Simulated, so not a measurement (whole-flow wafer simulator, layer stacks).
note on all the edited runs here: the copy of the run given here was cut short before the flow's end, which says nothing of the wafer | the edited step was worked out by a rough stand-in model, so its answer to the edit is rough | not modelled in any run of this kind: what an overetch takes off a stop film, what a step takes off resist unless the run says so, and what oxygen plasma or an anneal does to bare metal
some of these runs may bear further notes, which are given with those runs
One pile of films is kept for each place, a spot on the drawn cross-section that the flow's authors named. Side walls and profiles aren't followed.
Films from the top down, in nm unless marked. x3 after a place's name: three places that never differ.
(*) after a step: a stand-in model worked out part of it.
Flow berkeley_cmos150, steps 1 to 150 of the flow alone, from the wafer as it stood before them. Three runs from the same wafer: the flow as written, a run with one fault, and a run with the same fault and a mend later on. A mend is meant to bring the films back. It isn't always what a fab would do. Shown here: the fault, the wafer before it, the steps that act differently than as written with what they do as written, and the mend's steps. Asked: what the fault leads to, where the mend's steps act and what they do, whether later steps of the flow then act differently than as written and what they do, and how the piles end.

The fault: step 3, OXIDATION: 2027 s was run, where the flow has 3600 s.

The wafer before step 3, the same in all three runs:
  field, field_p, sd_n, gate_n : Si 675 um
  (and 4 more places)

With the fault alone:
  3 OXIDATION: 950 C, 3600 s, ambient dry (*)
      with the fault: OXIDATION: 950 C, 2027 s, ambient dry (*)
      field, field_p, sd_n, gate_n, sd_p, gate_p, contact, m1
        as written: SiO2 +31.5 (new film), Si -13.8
        with the fault: SiO2 +22 (new film), Si -9.66
  Later steps of the flow that act differently than as written (34 more steps differ only slightly, by at most 2% or 0.5 nm, whichever is larger, and aren't shown):
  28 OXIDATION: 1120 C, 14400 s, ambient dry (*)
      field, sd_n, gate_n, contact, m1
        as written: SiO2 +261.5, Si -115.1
        with the fault: SiO2 +269.3, Si -118.5
  At the end the piles differ from the flow's only slightly at the places that both follow, by at most 2% or 0.5 nm, whichever is larger.

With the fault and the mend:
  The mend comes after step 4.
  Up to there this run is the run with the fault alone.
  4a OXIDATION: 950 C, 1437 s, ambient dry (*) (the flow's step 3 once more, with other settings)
      field, field_p, sd_n, gate_n, sd_p, gate_p, contact, m1
        SiO2 +9.6, Si -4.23
  No later step of the flow acts differently than as written, at any place that is followed, by more than 2% or 0.5 nm, whichever is larger.
  At the end the piles are the same as the flow's at every place that both follow.
